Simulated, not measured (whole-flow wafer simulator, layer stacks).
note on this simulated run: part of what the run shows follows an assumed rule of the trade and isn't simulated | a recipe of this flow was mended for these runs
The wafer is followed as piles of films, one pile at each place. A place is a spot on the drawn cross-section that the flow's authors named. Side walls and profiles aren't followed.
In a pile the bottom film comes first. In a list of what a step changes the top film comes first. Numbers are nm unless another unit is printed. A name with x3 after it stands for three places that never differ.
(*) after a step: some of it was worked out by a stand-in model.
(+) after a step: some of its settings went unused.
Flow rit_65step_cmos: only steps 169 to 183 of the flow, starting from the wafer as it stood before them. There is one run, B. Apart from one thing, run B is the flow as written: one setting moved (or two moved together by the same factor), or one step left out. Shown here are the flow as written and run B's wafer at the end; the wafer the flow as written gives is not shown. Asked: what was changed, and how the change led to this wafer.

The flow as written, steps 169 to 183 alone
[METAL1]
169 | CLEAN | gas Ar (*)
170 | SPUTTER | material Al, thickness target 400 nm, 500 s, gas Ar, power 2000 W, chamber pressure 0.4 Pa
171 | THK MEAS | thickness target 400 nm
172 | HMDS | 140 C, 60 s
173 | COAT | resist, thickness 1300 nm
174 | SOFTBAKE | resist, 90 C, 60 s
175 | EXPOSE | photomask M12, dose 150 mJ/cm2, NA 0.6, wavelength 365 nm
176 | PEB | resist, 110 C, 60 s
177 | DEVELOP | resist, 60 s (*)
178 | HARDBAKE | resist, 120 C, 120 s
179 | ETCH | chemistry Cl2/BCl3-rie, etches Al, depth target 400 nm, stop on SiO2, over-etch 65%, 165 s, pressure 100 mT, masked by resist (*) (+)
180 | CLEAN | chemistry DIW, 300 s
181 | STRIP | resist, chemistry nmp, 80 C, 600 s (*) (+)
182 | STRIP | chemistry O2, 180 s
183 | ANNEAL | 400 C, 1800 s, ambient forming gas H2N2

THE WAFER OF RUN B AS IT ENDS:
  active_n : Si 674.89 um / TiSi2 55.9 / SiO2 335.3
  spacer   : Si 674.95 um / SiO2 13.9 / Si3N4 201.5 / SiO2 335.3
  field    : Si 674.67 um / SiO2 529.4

The reason: step 170, SPUTTER: 250 s was run, while the flow as written has 500 s.

How this came from the change, step by step:
  170 | SPUTTER | material Al, thickness target 400 nm, 500 s, gas Ar, power 2000 W, chamber pressure 0.4 Pa
      field, field_pw, field_nw and 10 more: +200 Al (new film) (it would be, as written: +400 Al (new film))
      contact: +132.8 Al (new film) (it would be, as written: +255.4 Al (new film))
  173 | COAT | resist, thickness 1300 nm
      contact: +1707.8 resist (new film) (it would be, as written: +1785.1 resist (new film))
  176 | PEB | resist, 110 C, 60 s
      contact: -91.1 resist (it would be, as written: -95.5 resist)
  178 | HARDBAKE | resist, 120 C, 120 s
      contact: -59.1 resist (it would be, as written: -62.1 resist)
  179 | ETCH | chemistry Cl2/BCl3-rie, etches Al, depth target 400 nm, stop on SiO2, over-etch 65%, 165 s, pressure 100 mT, masked by resist (*) (+)
      field, field_pw, field_nw and 9 more: -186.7 Al (all of it), -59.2 SiO2 (it would be, as written: -386.7 Al (all of it), -34.2 SiO2)
  181 | STRIP | resist, chemistry nmp, 80 C, 600 s (*) (+)
      contact: -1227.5 resist (all of it) (it would be, as written: -1297.5 resist (all of it))
